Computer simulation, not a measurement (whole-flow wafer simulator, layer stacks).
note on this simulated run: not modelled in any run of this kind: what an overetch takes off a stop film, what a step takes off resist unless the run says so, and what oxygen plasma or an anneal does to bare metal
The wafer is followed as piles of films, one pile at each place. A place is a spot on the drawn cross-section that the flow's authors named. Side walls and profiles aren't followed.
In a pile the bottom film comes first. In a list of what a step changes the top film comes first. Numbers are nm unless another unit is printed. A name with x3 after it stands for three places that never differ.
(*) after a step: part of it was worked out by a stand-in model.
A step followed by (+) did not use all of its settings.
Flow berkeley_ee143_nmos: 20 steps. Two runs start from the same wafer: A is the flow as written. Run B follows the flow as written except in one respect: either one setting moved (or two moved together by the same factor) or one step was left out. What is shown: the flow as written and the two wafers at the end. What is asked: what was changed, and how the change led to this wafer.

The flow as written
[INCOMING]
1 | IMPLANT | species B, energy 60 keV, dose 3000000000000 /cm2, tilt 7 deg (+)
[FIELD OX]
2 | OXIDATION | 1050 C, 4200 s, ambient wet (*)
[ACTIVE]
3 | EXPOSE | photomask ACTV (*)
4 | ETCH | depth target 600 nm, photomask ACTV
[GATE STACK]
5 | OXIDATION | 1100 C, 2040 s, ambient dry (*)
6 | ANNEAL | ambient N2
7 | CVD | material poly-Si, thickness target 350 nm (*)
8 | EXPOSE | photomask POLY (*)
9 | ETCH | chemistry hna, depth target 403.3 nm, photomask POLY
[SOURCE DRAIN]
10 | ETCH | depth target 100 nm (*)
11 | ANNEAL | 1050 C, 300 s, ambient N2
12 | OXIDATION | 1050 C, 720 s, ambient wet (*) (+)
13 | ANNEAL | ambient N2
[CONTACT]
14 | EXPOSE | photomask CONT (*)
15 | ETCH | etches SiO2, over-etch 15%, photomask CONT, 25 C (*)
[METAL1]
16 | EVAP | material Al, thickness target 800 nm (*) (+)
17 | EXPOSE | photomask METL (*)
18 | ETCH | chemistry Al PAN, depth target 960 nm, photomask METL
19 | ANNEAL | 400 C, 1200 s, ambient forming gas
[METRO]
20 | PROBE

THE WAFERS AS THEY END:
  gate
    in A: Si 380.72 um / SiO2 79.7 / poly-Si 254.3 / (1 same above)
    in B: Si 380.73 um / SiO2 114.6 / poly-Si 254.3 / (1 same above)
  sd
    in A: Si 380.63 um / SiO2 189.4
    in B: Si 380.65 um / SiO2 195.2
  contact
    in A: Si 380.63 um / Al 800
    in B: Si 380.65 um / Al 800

Cause: step 4, ETCH: depth target 496 nm was run, though the flow has depth target 600 nm.

How this came from the change, step by step:
  4 | ETCH | depth target 600 nm, photomask ACTV
      gate, sd, contact: A -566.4 SiO2 (all of it) | B -496 SiO2
  5 | OXIDATION | 1100 C, 2040 s, ambient dry (*)
      gate, sd, contact: A +79.7 SiO2 (new film), -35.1 Si | B +44.2 SiO2, -19.5 Si
  10 | ETCH | depth target 100 nm (*)
      sd, contact: A -79.7 SiO2 (all of it) | B -100 SiO2
  12 | OXIDATION | 1050 C, 720 s, ambient wet (*) (+)
      sd, contact: A +189.4 SiO2 (new film), -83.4 Si | B +180.6 SiO2, -79.5 Si
  15 | ETCH | etches SiO2, over-etch 15%, photomask CONT, 25 C (*)
      contact: A -189.4 SiO2 (all of it) | B -195.2 SiO2 (all of it)
